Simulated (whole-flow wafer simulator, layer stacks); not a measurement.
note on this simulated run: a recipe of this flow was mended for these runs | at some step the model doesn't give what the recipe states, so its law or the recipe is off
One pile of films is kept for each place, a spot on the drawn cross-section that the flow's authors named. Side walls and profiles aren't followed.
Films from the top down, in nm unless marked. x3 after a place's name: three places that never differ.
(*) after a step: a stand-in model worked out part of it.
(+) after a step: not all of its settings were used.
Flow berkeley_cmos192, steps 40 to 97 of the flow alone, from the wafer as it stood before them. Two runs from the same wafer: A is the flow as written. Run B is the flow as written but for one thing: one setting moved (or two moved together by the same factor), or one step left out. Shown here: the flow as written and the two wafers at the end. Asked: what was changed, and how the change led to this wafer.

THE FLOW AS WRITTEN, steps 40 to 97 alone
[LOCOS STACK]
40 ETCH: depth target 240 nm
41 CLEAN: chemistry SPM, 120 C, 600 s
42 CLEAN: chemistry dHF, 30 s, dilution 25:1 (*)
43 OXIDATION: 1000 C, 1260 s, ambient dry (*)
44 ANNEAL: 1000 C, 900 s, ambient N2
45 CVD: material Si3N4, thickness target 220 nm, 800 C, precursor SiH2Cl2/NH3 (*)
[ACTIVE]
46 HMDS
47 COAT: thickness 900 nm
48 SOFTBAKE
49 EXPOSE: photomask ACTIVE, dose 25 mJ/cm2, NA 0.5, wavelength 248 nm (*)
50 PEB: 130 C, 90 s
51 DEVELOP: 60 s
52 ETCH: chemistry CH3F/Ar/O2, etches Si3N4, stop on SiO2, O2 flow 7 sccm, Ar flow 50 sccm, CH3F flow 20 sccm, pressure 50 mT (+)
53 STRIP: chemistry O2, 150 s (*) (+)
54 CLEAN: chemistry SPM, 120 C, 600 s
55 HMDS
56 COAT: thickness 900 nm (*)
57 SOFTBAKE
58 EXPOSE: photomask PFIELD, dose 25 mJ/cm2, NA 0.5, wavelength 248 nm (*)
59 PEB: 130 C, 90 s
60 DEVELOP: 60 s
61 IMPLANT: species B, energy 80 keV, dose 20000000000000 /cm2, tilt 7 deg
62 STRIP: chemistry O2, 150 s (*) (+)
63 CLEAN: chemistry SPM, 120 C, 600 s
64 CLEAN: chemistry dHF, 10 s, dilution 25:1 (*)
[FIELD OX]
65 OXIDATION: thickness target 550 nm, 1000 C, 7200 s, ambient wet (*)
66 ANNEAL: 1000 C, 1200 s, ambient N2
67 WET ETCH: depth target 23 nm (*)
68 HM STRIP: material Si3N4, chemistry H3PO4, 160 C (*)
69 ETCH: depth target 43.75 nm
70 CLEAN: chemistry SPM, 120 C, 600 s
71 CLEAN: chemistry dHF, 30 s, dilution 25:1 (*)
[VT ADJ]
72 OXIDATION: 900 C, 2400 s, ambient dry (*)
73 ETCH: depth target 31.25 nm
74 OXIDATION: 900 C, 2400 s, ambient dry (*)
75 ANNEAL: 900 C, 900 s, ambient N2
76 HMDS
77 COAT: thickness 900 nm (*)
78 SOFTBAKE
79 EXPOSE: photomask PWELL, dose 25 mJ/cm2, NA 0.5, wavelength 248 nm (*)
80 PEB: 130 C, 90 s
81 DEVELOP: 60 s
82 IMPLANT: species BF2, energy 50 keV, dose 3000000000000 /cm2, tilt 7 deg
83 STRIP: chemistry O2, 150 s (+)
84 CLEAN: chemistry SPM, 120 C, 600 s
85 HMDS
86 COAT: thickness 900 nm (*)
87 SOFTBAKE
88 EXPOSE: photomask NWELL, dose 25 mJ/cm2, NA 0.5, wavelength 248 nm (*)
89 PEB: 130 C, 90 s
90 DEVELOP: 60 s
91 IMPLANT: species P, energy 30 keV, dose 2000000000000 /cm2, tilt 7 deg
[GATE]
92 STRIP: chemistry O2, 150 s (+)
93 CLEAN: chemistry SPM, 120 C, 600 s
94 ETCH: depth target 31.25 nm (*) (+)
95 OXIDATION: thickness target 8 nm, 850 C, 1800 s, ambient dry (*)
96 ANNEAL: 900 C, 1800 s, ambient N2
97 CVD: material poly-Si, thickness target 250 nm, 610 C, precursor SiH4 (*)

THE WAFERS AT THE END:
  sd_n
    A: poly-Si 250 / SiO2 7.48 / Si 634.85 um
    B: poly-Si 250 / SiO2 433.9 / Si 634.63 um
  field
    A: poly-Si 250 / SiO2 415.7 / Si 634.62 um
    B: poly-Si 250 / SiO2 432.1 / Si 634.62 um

The cause: step 45, CVD: 560 C was run, where the flow has 800 C.

How the change led to this, step by step:
  45 CVD: material Si3N4, thickness target 220 nm, 800 C, precursor SiH2Cl2/NH3 (*)
      field, sd_n, spacer_n and 6 more: A Si3N4 +220 (new film) | B Si3N4 +0.88 (new film)
  52 ETCH: chemistry CH3F/Ar/O2, etches Si3N4, stop on SiO2, O2 flow 7 sccm, Ar flow 50 sccm, CH3F flow 20 sccm, pressure 50 mT (+)
      sd_n, spacer_n, gate, sd_p, spacer_p, gate_p, contact, m1: A KrF-resist -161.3 | B KrF-resist -15.3
      field: A Si3N4 -220 (all of it), SiO2 -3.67 | B Si3N4 -0.88 (all of it), SiO2 -3.67
  53 STRIP: chemistry O2, 150 s (*) (+)
      sd_n, spacer_n, gate, sd_p, spacer_p, gate_p, contact, m1: A KrF-resist -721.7 (all of it) | B KrF-resist -867.8 (all of it)
  56 COAT: thickness 900 nm (*)
      field: A KrF-resist +961.2 (new film) | B KrF-resist +901.2 (new film)
      sd_n: A KrF-resist +785.2 (new film) | B KrF-resist +897.6 (new film)
      (and at 7 more places)
  60 DEVELOP: 60 s
      field: A KrF-resist -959 (all of it) | B KrF-resist -899.2 (all of it)
  62 STRIP: chemistry O2, 150 s (*) (+)
      sd_n: A KrF-resist -768.5 (all of it) | B KrF-resist -880.7 (all of it)
      spacer_n: A KrF-resist -801.2 (all of it) | B KrF-resist -881.3 (all of it)
      (and at 6 more places)
  64 CLEAN: chemistry dHF, 10 s, dilution 25:1 (*)
      sd_n, spacer_n, gate, sd_p, spacer_p, gate_p, contact, m1: A Si3N4 -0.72 | B Si3N4 -0.88 (all of it)
  65 OXIDATION: thickness target 550 nm, 1000 C, 7200 s, ambient wet (*)
      spacer_n, spacer_p, gate_p, contact, m1: A SiO2 +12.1 (new film), Si3N4 -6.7 | B SiO2 +538.5, Si -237
      sd_n, sd_p: A SiO2 +12.1 (new film), Si3N4 -6.7, SiO2 +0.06, Si -0.06 | B SiO2 +538.5, Si -237
      (and at 1 more place)
  67 WET ETCH: depth target 23 nm (*)
      sd_n, spacer_n, gate, sd_p, spacer_p, gate_p, contact, m1: A SiO2 -12.1 (all of it), Si3N4 -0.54 | B SiO2 -23
  68 HM STRIP: material Si3N4, chemistry H3PO4, 160 C (*)
      sd_n, spacer_n, gate, sd_p, spacer_p, gate_p, contact, m1: A Si3N4 -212 (all of it), SiO2 -9.87 | B nothing
      field: A SiO2 -16.5 | B nothing
  69 ETCH: depth target 43.75 nm
      spacer_n, gate, spacer_p, gate_p, contact, m1: A SiO2 -16.7 (all of it) | B SiO2 -43.8
      sd_n, sd_p: A SiO2 -16.8 (all of it) | B SiO2 -43.8
  70 CLEAN: chemistry SPM, 120 C, 600 s
      sd_n, spacer_n, gate, sd_p, spacer_p, gate_p, contact, m1: A chemical SiO2 +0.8 (new film), Si -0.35 | B nothing
  71 CLEAN: chemistry dHF, 30 s, dilution 25:1 (*)
      sd_n, spacer_n, gate, sd_p, spacer_p, gate_p, contact, m1: A chemical SiO2 -0.8 (all of it) | B SiO2 -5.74
  72 OXIDATION: 900 C, 2400 s, ambient dry (*)
      sd_n, spacer_n, gate, sd_p, spacer_p, gate_p, contact, m1: A SiO2 +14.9 (new film), Si -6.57 | B SiO2 +1.58, Si -0.7
  73 ETCH: depth target 31.25 nm
      sd_n, spacer_n, gate, sd_p, spacer_p, gate_p, contact, m1: A SiO2 -14.9 (all of it) | B SiO2 -31.2
  74 OXIDATION: 900 C, 2400 s, ambient dry (*)
      sd_n, spacer_n, gate, sd_p, spacer_p, gate_p, contact, m1: A SiO2 +14.9 (new film), Si -6.57 | B SiO2 +1.66, Si -0.73
  ... 7 more steps ...
  95 OXIDATION: thickness target 8 nm, 850 C, 1800 s, ambient dry (*)
      sd_n, spacer_n, gate, sd_p, spacer_p, gate_p, contact, m1: A SiO2 +7.48 (new film), Si -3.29 | B SiO2 +0.52, Si -0.23
